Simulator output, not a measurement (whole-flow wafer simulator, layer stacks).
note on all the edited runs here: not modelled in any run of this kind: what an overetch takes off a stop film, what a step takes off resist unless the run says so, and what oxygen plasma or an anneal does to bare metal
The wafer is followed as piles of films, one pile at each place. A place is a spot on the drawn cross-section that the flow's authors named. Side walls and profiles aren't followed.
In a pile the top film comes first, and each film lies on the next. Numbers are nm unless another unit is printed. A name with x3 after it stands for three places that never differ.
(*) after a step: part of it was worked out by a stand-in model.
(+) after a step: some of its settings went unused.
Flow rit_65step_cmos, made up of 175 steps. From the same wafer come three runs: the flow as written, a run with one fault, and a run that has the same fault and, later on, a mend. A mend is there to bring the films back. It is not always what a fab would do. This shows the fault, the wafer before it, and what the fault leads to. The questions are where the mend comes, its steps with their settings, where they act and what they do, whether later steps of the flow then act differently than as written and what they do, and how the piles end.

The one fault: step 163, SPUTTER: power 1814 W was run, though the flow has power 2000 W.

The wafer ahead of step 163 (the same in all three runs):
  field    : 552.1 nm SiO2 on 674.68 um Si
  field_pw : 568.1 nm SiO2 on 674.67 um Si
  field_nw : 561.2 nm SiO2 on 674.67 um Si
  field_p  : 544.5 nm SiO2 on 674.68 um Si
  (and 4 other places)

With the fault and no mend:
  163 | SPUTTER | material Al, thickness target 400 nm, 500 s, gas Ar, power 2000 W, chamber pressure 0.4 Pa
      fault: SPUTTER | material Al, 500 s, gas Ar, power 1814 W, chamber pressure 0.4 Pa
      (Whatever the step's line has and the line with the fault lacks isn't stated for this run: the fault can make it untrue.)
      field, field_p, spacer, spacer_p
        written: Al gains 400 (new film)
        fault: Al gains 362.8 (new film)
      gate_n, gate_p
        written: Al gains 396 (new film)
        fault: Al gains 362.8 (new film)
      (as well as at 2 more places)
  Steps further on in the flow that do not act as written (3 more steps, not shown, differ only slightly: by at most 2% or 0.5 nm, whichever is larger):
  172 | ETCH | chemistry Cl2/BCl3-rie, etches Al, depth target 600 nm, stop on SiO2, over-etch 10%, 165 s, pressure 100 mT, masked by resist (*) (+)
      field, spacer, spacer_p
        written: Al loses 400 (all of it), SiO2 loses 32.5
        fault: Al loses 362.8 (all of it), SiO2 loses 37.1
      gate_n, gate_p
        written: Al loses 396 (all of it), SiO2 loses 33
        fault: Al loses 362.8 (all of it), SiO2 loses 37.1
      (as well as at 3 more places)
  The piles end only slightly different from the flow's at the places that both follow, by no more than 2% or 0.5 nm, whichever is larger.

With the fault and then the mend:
  The mend stands after step 164.
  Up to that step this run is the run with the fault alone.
  164a | ETCH | chemistry al pan, depth target 417.9 nm
      field, field_p, gate_n, gate_p, spacer, spacer_p
        Al loses 362.8 (all of it)
      field_pw
        Al loses 360.8 (all of it)
      field_nw
        Al loses 361.4 (all of it)
  164b | SPUTTER | material Al, thickness target 400 nm, 500 s, gas Ar, power 2000 W, chamber pressure 0.4 Pa (the flow's step 163 again)
      field, field_pw, field_p, spacer, spacer_p
        Al gains 400 (new film)
      gate_n, gate_p
        Al gains 396 (new film)
      field_nw
        Al gains 397.2 (new film)
  Every later step of the flow that is run acts as written at every place that is followed.
  At every place that both follow, the piles at the end match the flow's.
